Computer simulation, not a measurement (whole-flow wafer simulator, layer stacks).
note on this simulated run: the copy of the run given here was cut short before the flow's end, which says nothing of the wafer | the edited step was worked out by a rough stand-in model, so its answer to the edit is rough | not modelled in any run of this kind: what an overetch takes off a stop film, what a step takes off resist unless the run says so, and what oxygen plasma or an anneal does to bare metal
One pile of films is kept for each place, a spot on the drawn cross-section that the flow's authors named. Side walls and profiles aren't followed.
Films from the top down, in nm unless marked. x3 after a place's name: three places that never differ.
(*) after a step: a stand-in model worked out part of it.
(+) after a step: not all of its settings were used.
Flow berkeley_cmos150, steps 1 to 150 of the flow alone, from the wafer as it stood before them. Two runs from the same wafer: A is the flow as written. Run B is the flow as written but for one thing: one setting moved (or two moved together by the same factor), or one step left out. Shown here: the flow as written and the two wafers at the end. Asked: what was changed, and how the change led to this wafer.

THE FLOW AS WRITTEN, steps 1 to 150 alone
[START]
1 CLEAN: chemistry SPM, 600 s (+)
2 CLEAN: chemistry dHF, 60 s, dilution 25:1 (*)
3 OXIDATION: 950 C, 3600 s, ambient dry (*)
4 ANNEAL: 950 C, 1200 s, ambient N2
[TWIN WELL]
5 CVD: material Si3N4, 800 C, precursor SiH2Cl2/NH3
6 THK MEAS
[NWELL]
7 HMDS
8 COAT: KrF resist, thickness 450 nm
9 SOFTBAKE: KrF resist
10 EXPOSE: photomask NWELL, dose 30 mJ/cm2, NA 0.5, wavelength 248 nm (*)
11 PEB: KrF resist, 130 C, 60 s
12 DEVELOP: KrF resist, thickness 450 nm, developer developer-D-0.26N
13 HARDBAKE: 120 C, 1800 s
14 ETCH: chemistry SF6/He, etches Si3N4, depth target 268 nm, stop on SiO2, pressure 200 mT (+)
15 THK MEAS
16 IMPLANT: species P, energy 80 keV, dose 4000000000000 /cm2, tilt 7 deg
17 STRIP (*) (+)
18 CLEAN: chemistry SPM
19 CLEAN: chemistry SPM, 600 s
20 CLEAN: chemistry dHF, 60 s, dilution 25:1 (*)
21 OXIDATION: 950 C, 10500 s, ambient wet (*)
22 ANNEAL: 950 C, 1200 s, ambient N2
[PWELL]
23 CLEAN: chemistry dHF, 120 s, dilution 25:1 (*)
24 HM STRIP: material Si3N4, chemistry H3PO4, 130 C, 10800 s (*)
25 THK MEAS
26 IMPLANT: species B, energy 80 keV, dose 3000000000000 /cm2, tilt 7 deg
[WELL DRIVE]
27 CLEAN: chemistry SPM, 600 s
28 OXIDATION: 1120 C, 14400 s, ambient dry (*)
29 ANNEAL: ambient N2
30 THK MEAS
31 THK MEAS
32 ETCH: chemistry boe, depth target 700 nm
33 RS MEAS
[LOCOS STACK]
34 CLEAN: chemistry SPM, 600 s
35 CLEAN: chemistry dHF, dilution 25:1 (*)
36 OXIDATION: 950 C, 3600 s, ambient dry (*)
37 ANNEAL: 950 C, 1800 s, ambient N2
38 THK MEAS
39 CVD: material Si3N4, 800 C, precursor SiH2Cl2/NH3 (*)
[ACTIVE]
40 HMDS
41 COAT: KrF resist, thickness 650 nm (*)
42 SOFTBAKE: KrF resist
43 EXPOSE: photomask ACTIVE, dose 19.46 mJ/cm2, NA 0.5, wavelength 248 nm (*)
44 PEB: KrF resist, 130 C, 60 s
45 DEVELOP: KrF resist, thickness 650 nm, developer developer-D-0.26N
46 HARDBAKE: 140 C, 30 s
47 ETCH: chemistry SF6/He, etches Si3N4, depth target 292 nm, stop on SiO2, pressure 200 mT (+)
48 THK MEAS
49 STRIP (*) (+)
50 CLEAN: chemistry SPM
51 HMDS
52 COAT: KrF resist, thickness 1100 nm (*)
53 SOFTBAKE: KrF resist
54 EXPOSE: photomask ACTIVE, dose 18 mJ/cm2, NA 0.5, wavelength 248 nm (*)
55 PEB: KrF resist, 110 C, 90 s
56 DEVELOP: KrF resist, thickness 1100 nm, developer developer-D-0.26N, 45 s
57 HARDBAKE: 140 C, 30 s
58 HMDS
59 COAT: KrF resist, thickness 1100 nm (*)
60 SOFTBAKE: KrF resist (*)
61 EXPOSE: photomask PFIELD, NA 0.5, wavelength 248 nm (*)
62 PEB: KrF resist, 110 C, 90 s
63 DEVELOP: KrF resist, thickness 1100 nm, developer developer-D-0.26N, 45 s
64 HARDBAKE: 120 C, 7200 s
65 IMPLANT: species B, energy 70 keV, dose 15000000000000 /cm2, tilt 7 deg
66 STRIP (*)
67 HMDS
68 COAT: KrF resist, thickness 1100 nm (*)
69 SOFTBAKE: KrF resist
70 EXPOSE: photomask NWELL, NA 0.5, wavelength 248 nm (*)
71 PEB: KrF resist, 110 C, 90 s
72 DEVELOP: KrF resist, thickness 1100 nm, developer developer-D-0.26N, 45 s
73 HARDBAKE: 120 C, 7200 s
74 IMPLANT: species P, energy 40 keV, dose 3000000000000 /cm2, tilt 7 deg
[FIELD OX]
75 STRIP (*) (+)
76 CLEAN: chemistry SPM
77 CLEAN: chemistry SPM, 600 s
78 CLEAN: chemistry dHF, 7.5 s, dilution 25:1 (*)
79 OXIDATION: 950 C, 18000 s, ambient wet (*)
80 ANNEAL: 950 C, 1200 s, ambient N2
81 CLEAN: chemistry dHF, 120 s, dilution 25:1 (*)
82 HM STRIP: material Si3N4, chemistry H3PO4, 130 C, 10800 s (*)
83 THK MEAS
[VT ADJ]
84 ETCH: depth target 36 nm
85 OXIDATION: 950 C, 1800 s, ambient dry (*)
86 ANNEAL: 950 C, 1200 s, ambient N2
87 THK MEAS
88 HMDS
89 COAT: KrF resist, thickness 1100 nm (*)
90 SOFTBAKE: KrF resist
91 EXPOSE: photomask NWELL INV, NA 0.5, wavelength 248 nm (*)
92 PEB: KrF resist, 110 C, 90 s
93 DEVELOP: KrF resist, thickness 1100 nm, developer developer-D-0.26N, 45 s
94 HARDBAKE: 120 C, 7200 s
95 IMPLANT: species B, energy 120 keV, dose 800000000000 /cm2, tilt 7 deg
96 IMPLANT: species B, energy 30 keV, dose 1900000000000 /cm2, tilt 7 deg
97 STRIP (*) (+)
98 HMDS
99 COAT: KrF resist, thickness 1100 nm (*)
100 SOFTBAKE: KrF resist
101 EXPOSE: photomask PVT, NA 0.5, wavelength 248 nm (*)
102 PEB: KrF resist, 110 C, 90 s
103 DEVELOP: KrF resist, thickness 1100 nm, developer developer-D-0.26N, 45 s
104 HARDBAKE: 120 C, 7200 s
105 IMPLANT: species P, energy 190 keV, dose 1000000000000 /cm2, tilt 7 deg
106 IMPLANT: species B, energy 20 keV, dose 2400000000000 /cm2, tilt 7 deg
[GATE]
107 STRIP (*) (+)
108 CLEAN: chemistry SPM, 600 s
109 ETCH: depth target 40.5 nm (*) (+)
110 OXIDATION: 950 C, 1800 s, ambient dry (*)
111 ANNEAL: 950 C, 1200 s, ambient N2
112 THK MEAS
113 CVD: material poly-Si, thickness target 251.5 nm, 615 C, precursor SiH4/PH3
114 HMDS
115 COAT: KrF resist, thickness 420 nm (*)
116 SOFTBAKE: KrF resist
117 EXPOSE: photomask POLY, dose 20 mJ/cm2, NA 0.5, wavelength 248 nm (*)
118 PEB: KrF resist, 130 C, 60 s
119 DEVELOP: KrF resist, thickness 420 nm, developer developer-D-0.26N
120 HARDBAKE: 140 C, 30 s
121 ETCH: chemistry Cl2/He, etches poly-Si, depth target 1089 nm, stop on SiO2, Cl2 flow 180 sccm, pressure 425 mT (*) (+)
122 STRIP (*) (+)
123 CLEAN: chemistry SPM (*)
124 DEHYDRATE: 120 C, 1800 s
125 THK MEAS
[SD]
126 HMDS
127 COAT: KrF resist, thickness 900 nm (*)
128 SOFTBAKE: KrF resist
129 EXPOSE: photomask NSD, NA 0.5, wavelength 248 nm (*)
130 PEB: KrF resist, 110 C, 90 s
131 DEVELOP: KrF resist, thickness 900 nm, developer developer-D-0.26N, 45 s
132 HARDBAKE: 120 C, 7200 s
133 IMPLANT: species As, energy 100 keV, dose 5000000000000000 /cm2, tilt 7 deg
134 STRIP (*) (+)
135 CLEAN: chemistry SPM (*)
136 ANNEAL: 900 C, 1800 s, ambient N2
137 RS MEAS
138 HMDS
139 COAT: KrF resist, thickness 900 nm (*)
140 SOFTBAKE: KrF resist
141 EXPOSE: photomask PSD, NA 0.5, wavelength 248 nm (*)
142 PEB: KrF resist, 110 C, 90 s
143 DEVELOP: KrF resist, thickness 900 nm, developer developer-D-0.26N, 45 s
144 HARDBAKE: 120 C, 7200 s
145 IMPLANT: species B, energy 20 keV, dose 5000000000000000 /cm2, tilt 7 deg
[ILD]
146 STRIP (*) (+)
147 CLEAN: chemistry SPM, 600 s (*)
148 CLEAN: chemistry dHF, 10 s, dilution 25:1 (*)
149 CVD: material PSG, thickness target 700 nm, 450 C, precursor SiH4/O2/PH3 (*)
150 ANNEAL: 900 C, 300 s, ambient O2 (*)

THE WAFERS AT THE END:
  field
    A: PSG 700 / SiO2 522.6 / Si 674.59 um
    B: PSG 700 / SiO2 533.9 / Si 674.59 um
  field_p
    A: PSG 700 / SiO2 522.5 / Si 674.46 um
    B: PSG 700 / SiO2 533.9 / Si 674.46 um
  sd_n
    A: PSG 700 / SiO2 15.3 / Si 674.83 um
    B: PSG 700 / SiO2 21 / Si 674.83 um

The cause: step 109, ETCH: depth target 29.08 nm was run, where the flow has depth target 40.5 nm.

How the change led to this, step by step:
  109 ETCH: depth target 40.5 nm (*) (+)
      sd_n: A SiO2 -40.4 (all of it) | B SiO2 -29.1
      field, field_p: A SiO2 -40.5 | B SiO2 -29.1
  110 OXIDATION: 950 C, 1800 s, ambient dry (*)
      sd_n: A SiO2 +20.4 (new film), Si -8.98 | B SiO2 +14.7, Si -6.49
  122 STRIP (*) (+)
      gate_n: A chemical SiO2 +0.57 (new film), KrF resist -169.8 (all of it), poly-Si -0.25 | B chemical SiO2 +0.57 (new film), KrF resist -174.2 (all of it), poly-Si -0.25
